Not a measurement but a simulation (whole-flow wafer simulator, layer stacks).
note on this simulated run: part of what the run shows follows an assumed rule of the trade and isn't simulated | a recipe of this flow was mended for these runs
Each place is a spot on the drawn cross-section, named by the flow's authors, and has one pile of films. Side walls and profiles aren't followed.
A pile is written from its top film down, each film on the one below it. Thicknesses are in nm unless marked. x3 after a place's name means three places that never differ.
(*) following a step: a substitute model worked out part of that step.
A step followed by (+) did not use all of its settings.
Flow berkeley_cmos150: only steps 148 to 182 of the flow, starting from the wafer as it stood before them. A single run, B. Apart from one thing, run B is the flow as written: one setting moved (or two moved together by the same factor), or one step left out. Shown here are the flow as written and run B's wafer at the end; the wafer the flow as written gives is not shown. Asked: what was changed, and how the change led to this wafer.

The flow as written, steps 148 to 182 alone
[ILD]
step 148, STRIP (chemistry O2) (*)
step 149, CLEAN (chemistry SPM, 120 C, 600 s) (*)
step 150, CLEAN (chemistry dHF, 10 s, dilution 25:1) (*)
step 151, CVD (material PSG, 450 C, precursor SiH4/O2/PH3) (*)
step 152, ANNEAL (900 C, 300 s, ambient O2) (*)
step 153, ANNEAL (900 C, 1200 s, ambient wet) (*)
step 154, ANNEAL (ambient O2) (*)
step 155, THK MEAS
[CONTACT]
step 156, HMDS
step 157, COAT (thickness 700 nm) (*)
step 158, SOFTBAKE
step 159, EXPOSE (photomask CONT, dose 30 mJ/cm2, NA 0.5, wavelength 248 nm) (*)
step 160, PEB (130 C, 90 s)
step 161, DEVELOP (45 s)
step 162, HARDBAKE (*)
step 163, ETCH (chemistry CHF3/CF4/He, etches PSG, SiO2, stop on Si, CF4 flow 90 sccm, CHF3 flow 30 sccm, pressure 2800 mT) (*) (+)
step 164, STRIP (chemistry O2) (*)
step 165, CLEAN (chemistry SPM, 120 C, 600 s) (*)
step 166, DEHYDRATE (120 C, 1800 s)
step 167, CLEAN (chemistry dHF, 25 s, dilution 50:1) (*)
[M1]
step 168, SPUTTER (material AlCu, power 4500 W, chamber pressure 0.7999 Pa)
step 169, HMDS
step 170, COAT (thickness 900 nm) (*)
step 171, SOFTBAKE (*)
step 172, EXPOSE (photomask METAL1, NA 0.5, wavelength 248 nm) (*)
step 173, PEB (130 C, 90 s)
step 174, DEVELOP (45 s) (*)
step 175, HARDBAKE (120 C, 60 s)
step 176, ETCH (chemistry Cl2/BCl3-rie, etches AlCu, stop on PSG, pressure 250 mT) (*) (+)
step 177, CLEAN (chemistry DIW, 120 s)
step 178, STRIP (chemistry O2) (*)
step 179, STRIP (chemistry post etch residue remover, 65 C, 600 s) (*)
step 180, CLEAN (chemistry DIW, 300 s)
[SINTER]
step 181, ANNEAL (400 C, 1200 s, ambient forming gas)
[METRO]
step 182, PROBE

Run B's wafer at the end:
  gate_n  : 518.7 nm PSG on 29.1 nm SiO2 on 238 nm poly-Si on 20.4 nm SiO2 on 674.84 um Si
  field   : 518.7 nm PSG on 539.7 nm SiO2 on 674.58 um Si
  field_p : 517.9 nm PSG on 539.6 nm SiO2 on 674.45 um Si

Cause: step 151, CVD: 429 C was run, while the flow as written has 450 C.

How this came from the change, step by step:
  step 151, CVD (material PSG, 450 C, precursor SiH4/O2/PH3) (*)
      field, field_p, sd_n, gate_n, gate_p, contact, m1: PSG gains 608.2 (new film) (as written it would have been: PSG gains 700 (new film))
      sd_p: PSG gains 557.9 (new film) (as written it would have been: PSG gains 639.5 (new film))
  step 153, ANNEAL (900 C, 1200 s, ambient wet) (*)
      sd_n, contact, m1: PSG loses 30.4, SiO2 gains 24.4, Si loses 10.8 (as written it would have been: PSG loses 35, SiO2 gains 22.8, Si loses 10)
      field, field_p: PSG loses 30.4, SiO2 gains 17.1, Si loses 7.52 (as written it would have been: PSG loses 35, SiO2 gains 16.3, Si loses 7.15)
      (and at 3 other places as well)
  step 163, ETCH (chemistry CHF3/CF4/He, etches PSG, SiO2, stop on Si, CF4 flow 90 sccm, CHF3 flow 30 sccm, pressure 2800 mT) (*) (+)
      field, field_p, sd_n, gate_n, sd_p, gate_p, m1: KrF-resist loses 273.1 (as written it would have been: KrF-resist loses 303.7)
      contact: PSG loses 577.8 (all of it), SiO2 loses 39.8 (all of it), Si loses 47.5 (as written it would have been: PSG loses 665 (all of it), SiO2 loses 38.1 (all of it), Si loses 47.5)
  step 164, STRIP (chemistry O2) (*)
      field: KrF-resist loses 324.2 (all of it) (as written it would have been: KrF-resist loses 294.5 (all of it))
      field_p: KrF-resist loses 425.5 (all of it) (as written it would have been: KrF-resist loses 397.1 (all of it))
      (and at 5 other places as well)
  step 168, SPUTTER (material AlCu, power 4500 W, chamber pressure 0.7999 Pa)
      contact: AlCu gains 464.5 (new film) (as written it would have been: AlCu gains 443.6 (new film))
  step 170, COAT (thickness 900 nm) (*)
      contact: thick-KrF-resist gains 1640 (new film) (as written it would have been: thick-KrF-resist gains 1720.1 (new film))
  step 175, HARDBAKE (120 C, 60 s)
      contact: thick-KrF-resist loses 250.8 (as written it would have been: thick-KrF-resist loses 263.1)
  step 178, STRIP (chemistry O2) (*)
      contact: thick-KrF-resist loses 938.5 (all of it) (as written it would have been: thick-KrF-resist loses 1006.2 (all of it))
      m1: thick-KrF-resist loses 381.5 (all of it) (as written it would have been: thick-KrF-resist loses 373.8 (all of it))
